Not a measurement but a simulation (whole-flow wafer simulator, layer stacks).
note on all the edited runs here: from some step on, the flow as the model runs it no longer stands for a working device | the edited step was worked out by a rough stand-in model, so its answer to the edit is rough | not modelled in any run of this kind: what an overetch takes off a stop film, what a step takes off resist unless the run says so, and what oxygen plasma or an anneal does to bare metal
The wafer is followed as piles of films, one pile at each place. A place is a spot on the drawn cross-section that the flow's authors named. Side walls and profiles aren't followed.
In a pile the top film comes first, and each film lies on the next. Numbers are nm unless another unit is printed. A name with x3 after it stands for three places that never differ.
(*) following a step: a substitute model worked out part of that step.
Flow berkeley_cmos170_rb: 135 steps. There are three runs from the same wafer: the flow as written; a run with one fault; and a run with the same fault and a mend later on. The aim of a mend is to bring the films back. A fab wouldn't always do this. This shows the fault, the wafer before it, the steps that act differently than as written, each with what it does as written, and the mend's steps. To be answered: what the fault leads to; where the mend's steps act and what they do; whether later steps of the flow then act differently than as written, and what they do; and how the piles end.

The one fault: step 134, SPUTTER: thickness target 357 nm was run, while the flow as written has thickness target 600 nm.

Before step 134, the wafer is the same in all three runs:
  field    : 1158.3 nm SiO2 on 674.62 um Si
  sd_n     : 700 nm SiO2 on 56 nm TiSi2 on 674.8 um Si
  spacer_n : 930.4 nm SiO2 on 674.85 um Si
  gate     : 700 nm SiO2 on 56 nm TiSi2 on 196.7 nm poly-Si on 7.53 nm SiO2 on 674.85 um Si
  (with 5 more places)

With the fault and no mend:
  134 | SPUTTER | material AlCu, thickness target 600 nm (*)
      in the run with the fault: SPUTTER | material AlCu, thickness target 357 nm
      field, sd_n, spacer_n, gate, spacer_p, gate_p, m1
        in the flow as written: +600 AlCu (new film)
        in the run with the fault: +357 AlCu (new film)
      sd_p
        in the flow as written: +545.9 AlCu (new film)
        in the run with the fault: +318.9 AlCu (new film)
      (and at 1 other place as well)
  None of the later steps of the flow acts differently than as written at any place that is followed.
  By the end, the piles at field, sd_n, spacer_n and 6 more depart from the flow's by more than 2% or 0.5 nm, whichever is larger.
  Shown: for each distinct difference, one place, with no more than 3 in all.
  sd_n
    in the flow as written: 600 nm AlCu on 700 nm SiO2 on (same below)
    in the run with the fault: 357 nm AlCu on 700 nm SiO2 on (same below)
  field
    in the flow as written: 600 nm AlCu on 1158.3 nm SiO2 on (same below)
    in the run with the fault: 357 nm AlCu on 1158.3 nm SiO2 on (same below)
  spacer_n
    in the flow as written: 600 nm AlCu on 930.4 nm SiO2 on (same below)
    in the run with the fault: 357 nm AlCu on 930.4 nm SiO2 on (same below)

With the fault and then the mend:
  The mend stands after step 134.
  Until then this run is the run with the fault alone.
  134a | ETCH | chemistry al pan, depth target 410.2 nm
      field, sd_n, spacer_n, gate, spacer_p, gate_p, m1
        -357 AlCu (all of it)
      sd_p
        -318.9 AlCu (all of it)
      contact
        -251.4 AlCu (all of it)
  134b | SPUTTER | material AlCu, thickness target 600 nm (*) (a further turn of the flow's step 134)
      field, sd_n, spacer_n, gate, spacer_p, gate_p, m1
        +600 AlCu (new film)
      sd_p
        +545.9 AlCu (new film)
      contact
        +415.1 AlCu (new film)
  None of the later steps of the flow acts differently than as written at any place that is followed.
  By the end, the piles equal the flow's at every place that both follow.
